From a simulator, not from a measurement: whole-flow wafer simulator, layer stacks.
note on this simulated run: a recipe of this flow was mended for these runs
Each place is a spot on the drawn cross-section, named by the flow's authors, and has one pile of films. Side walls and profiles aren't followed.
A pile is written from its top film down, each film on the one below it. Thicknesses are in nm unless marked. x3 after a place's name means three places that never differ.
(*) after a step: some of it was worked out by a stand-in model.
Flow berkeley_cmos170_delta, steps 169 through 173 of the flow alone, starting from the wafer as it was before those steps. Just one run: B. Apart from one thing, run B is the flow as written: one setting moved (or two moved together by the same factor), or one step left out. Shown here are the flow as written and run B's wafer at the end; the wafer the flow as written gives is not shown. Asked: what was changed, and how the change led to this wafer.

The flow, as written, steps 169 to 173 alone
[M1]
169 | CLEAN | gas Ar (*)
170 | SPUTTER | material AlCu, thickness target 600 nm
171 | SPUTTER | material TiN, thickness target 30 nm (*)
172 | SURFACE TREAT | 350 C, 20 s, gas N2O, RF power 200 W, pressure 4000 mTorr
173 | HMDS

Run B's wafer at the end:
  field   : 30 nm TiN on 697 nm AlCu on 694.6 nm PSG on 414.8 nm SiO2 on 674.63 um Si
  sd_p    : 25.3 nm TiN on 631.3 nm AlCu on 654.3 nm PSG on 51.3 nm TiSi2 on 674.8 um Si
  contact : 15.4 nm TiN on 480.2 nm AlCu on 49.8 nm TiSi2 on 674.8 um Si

What caused this: step 170, SPUTTER: thickness target 697 nm was run, though the flow has thickness target 600 nm.
The wafer itself shows it: field has AlCu 697, and step 170 as written asks for 600 nm.

Step by step, how the change led to this:
  170 | SPUTTER | material AlCu, thickness target 600 nm
      field, sd_n, spacer_n, gate, spacer_p, gate_p, m1: AlCu gains 697 (new film) (it would be, as written: AlCu gains 600 (new film))
      sd_p: AlCu gains 631.3 (new film) (it would be, as written: AlCu gains 539.5 (new film))
      (and at 1 other place as well)
  171 | SPUTTER | material TiN, thickness target 30 nm (*)
      contact: TiN gains 15.4 (new film) (it would be, as written: TiN gains 16.3 (new film))
